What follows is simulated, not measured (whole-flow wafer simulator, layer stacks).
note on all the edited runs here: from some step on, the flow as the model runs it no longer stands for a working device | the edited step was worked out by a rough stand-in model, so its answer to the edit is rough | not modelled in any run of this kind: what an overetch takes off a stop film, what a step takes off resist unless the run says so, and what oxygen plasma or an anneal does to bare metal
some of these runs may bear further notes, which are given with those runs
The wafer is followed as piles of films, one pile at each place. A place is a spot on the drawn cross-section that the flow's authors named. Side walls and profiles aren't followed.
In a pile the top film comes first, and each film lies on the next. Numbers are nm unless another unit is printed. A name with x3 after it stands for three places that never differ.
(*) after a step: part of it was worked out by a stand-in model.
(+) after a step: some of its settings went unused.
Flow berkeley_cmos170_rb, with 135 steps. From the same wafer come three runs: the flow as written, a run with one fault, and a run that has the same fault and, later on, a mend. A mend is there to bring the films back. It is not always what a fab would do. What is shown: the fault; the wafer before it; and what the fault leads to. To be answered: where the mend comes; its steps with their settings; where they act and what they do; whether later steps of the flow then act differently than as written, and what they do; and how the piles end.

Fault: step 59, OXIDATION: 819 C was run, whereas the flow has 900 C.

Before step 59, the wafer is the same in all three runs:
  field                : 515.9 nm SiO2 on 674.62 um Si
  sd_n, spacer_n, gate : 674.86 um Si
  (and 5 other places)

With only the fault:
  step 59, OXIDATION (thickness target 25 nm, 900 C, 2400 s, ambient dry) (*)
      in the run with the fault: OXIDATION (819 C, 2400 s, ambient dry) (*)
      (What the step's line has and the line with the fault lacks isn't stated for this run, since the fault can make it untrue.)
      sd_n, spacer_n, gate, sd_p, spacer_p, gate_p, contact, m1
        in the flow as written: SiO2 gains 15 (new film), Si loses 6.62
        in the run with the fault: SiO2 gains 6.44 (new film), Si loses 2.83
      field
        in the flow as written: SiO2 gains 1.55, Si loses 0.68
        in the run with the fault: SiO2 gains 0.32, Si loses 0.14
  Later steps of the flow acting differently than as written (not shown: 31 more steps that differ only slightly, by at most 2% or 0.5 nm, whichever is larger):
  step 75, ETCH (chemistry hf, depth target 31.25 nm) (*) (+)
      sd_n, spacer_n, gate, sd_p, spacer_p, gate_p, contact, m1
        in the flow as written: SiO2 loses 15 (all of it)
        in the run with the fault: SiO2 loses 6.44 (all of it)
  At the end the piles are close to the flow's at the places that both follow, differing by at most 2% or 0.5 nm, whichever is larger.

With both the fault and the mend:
  After step 64 comes the mend.
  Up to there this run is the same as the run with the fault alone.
  step 64a, STRIP (*) (+)
      sd_p
        KrF resist loses 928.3 (all of it)
      spacer_p
        KrF resist loses 911.3 (all of it)
      gate_p
        KrF resist loses 910.5 (all of it)
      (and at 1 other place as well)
  step 64b, CLEAN (*) (a further turn of the flow's step 51)
      alters no film at any place that is followed
  step 64c, OXIDATION (900 C, 1745 s, ambient dry) (*) (a further turn of the flow's step 59, with different settings)
      sd_n, spacer_n, gate, sd_p, spacer_p, gate_p, contact, m1
        SiO2 gains 8.5, Si loses 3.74
      field
        SiO2 gains 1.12, Si loses 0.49
  step 64d, COAT (KrF resist, thickness 900 nm) (*) (a further turn of the flow's step 61)
      field
        KrF resist gains 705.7 (new film)
      sd_n
        KrF resist gains 957.5 (new film)
      spacer_n
        KrF resist gains 924.9 (new film)
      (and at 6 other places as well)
  step 64e, EXPOSE (photomask PWELL) (a further turn of the flow's step 62)
      alters no film at any place that is followed
  step 64f, PEB (130 C, 60 s) (*) (a further turn of the flow's step 63)
      alters no film at any place that is followed
  step 64g, DEVELOP (developer developer-D-0.26N, 45 s) (a further turn of the flow's step 64)
      sd_p, spacer_p, gate_p, m1
        KrF resist loses 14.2
      field
        KrF resist loses 705.7 (all of it)
      sd_n
        KrF resist loses 957.5 (all of it)
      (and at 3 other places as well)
  Every later step of the flow that is run acts as written, at every place that is followed, to within 2% or 0.5 nm, whichever is larger.
  At the end the piles are close to the flow's at the places that both follow, differing by at most 2% or 0.5 nm, whichever is larger.
